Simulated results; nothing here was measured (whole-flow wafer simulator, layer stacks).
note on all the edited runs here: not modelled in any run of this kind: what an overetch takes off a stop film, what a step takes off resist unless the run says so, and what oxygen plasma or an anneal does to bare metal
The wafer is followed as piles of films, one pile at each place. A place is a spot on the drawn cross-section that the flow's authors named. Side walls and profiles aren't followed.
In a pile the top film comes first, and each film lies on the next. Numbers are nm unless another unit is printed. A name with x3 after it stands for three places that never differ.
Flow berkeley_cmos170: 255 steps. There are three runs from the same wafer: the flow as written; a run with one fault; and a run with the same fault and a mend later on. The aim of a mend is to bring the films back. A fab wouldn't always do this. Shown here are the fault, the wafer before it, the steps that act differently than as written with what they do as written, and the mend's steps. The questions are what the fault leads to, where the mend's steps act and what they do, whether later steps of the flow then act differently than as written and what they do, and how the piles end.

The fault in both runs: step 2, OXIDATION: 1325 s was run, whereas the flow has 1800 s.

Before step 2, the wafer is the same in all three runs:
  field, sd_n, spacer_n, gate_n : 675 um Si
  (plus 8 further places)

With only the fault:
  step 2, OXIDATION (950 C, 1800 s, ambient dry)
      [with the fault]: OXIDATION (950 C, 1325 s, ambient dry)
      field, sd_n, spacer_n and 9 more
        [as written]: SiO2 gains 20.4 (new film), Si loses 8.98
        [with the fault]: SiO2 gains 16.9 (new film), Si loses 7.45
  Later steps of the flow acting differently than as written:
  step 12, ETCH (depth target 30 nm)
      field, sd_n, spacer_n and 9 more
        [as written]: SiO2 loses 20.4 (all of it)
        [with the fault]: SiO2 loses 16.9 (all of it)
  When the end is reached, the piles differ only a little from the flow's at the places that both follow, at most by 2% or 0.5 nm, whichever is larger.

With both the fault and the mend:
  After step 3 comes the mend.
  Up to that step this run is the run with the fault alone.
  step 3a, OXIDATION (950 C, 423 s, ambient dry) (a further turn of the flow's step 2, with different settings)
      field, sd_n, spacer_n and 9 more
        SiO2 gains 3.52, Si loses 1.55
  None of the later steps of the flow differs from how it acts as written, at any place that is followed, by more than 2% or 0.5 nm, whichever is larger.
  By the end, the piles equal the flow's at every place that both follow.
